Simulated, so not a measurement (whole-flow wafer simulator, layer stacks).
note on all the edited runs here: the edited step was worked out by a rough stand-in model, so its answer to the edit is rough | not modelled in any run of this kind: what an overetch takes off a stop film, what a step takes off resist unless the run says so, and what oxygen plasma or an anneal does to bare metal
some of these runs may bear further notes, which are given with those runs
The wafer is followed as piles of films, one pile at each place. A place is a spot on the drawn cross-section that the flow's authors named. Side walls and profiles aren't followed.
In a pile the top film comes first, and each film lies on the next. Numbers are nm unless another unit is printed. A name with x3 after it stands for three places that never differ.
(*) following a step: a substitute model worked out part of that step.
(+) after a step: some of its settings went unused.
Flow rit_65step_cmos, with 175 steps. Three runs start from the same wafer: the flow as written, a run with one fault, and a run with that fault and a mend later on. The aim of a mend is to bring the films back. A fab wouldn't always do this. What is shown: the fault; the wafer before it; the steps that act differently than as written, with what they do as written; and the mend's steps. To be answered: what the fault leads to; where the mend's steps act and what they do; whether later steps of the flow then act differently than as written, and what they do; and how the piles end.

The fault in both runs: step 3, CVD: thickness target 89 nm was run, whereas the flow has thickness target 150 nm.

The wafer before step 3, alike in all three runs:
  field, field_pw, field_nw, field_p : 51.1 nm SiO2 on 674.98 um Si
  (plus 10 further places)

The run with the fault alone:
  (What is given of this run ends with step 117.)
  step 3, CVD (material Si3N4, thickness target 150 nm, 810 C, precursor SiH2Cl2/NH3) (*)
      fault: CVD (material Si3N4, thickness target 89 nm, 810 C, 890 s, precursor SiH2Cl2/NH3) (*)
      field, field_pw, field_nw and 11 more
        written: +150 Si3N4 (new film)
        fault: +89 Si3N4 (new film)
  Steps further on in the flow that do not act as written (38 other steps are not shown; they differ only slightly, by no more than 2% or 0.5 nm, whichever is larger):
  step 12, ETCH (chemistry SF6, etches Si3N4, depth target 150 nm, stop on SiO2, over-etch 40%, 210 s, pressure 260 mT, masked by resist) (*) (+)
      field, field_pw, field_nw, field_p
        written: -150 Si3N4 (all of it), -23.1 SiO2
        fault: -89 Si3N4 (all of it), -46.5 SiO2
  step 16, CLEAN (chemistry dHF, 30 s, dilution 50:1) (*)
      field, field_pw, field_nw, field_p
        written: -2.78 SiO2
        fault: -2.49 SiO2 (all of it)
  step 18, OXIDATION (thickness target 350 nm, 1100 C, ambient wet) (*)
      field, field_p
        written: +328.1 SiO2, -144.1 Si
        fault: +347.2 SiO2 (new film), -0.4 chemical SiO2 (all of it), -152.3 Si
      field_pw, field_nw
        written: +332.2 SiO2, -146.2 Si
        fault: +350 SiO2 (new film), -0.4 chemical SiO2 (all of it), -153.8 Si
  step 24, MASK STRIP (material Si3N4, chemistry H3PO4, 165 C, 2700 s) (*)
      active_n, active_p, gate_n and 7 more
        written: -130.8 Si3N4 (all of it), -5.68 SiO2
        fault: -69.8 Si3N4 (all of it), -8.01 SiO2
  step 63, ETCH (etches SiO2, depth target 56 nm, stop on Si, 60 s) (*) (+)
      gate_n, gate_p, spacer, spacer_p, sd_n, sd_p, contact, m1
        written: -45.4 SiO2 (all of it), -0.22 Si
        fault: -43.1 SiO2 (all of it), -0.26 Si
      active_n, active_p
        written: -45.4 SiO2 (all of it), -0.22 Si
        fault: -43.1 SiO2 (all of it), -0.27 Si
  The piles after step 117 are only slightly different from the flow's at the places that both follow, by no more than 2% or 0.5 nm, whichever is larger.

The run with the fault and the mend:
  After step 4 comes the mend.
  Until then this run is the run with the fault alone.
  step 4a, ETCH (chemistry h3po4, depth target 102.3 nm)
      field, field_pw, field_nw and 11 more
        -89 Si3N4 (all of it)
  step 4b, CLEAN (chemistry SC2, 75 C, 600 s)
      does not change any film at any place that is followed
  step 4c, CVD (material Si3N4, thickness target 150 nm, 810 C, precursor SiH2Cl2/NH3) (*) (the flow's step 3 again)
      field, field_pw, field_nw and 11 more
        +150 Si3N4 (new film)
  None of the later steps of the flow acts differently than as written at any place that is followed.
  By the end, the piles equal the flow's at every place that both follow.
